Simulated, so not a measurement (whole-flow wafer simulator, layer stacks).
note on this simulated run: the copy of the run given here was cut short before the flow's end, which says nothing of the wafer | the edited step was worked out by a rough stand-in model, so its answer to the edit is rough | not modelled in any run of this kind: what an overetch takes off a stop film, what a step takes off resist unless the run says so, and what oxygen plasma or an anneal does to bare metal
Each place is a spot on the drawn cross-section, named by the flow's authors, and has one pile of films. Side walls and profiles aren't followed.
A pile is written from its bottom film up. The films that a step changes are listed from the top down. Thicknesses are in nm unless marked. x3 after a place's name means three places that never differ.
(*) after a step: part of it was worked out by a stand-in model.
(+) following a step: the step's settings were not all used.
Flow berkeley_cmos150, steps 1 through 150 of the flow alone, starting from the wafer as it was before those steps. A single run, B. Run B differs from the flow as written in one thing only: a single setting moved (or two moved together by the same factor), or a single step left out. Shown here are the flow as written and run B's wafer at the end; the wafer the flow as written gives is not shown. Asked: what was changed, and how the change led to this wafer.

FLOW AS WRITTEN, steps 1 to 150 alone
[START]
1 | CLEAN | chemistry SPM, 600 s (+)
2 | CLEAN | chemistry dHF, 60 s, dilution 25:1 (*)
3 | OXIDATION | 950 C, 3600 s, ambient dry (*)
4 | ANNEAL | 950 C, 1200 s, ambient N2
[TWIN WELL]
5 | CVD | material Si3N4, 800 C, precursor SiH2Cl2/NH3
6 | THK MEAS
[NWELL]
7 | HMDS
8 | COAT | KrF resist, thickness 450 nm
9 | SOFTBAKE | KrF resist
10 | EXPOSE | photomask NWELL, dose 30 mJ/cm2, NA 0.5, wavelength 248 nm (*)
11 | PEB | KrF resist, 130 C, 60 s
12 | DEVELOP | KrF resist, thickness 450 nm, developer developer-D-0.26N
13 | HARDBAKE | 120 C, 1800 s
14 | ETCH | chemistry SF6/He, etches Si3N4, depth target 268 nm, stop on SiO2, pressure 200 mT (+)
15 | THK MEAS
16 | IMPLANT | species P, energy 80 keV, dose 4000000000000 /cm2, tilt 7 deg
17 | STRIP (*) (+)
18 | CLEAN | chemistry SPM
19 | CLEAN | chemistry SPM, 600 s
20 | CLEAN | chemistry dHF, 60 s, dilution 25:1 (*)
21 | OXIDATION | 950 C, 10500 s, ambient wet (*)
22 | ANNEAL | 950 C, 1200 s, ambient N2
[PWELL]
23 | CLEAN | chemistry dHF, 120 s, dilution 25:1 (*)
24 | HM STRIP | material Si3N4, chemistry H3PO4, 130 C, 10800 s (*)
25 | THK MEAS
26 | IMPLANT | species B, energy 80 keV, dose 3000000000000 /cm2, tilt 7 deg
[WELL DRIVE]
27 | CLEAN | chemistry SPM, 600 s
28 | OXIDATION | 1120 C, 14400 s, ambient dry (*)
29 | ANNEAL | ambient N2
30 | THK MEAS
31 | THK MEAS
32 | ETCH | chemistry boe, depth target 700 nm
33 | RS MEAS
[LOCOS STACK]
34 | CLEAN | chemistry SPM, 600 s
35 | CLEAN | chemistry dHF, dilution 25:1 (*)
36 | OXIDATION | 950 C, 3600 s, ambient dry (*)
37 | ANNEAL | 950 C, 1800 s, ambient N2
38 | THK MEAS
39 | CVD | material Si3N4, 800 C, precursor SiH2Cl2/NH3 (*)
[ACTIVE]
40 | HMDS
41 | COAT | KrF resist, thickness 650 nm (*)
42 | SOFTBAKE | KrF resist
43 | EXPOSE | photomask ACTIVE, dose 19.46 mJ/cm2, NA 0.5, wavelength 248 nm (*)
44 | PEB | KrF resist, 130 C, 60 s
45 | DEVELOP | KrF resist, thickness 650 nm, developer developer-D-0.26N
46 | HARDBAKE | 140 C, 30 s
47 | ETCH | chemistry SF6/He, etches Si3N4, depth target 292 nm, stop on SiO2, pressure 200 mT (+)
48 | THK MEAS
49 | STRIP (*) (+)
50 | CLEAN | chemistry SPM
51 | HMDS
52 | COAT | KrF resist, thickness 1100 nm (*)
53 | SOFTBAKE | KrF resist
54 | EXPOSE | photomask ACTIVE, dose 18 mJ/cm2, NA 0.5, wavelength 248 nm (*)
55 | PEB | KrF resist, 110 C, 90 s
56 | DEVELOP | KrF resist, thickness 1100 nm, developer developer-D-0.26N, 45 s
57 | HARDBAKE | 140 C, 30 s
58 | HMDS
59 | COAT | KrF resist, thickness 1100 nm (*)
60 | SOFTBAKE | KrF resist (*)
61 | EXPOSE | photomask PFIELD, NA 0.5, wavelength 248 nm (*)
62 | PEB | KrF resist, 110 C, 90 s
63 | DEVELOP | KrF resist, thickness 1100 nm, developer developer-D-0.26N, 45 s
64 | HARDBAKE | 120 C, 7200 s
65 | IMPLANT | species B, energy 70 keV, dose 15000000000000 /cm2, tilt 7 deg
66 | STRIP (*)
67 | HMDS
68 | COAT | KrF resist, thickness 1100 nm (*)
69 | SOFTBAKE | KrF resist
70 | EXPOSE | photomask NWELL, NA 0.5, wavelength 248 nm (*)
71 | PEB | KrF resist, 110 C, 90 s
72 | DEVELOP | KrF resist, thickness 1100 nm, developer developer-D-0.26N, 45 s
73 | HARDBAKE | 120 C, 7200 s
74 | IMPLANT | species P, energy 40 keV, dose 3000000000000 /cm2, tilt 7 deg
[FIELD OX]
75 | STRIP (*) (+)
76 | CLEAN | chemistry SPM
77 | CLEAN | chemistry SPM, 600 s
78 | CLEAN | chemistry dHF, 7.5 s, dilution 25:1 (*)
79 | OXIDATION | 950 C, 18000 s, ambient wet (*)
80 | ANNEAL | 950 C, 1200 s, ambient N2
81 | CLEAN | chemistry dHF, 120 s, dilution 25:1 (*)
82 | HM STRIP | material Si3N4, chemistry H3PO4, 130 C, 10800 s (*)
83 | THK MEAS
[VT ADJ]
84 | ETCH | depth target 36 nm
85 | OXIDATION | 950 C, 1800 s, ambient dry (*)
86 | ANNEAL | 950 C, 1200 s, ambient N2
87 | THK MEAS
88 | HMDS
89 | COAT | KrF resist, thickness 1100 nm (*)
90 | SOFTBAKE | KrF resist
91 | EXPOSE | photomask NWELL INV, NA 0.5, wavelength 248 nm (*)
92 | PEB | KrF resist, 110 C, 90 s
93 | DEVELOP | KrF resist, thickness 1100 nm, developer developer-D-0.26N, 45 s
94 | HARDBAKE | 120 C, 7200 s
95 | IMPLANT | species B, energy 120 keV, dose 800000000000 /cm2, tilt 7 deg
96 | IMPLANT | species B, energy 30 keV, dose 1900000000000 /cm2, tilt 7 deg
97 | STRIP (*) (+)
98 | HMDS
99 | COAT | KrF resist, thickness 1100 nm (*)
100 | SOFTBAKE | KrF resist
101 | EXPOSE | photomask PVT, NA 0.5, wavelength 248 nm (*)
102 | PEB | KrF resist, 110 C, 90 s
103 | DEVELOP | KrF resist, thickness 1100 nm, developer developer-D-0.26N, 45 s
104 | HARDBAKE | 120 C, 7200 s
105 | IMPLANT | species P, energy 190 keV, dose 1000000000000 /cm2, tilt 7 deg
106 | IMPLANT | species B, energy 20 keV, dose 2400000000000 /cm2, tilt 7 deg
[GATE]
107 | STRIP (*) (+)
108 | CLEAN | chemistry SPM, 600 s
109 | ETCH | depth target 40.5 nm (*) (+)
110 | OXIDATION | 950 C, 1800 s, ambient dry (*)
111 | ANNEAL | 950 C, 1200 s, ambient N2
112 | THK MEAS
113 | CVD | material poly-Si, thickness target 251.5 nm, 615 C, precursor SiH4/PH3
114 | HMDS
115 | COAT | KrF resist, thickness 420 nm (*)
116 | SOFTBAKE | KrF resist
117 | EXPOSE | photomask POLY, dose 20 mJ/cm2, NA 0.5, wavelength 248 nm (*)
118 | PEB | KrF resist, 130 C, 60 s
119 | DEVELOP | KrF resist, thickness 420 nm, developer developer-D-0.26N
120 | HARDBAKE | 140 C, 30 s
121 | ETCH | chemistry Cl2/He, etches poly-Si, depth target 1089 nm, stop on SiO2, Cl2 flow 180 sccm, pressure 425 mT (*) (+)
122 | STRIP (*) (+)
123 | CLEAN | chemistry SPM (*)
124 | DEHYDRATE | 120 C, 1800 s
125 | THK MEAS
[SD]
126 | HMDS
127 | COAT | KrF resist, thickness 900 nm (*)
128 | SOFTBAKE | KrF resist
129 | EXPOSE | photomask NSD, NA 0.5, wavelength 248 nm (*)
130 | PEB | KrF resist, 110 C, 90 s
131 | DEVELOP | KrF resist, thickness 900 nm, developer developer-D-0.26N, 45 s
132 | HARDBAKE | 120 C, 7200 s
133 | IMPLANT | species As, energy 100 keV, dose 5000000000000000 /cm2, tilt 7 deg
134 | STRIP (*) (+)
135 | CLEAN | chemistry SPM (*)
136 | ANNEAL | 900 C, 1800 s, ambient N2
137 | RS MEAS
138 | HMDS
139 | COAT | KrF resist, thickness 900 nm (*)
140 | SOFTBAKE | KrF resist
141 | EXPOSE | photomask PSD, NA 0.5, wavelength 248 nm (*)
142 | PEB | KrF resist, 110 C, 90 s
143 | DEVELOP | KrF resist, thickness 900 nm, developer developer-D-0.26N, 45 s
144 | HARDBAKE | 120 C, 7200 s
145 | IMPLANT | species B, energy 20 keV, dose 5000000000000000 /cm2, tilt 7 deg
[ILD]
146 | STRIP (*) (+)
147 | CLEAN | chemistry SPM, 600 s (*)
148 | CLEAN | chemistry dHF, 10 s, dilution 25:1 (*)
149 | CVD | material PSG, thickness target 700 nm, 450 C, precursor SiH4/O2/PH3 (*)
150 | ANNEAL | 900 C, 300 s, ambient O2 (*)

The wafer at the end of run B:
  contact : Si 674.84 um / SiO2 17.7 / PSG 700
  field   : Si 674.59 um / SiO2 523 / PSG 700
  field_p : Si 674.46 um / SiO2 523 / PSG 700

Cause: step 110, OXIDATION: 2160 s was run, while the flow as written has 1800 s.

How this came from the change, step by step:
  110 | OXIDATION | 950 C, 1800 s, ambient dry (*)
      sd_n, gate_n, sd_p, gate_p, contact, m1: SiO2 gains 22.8 (new film), Si loses 10 (as written it would have been: SiO2 gains 20.4 (new film), Si loses 8.98)
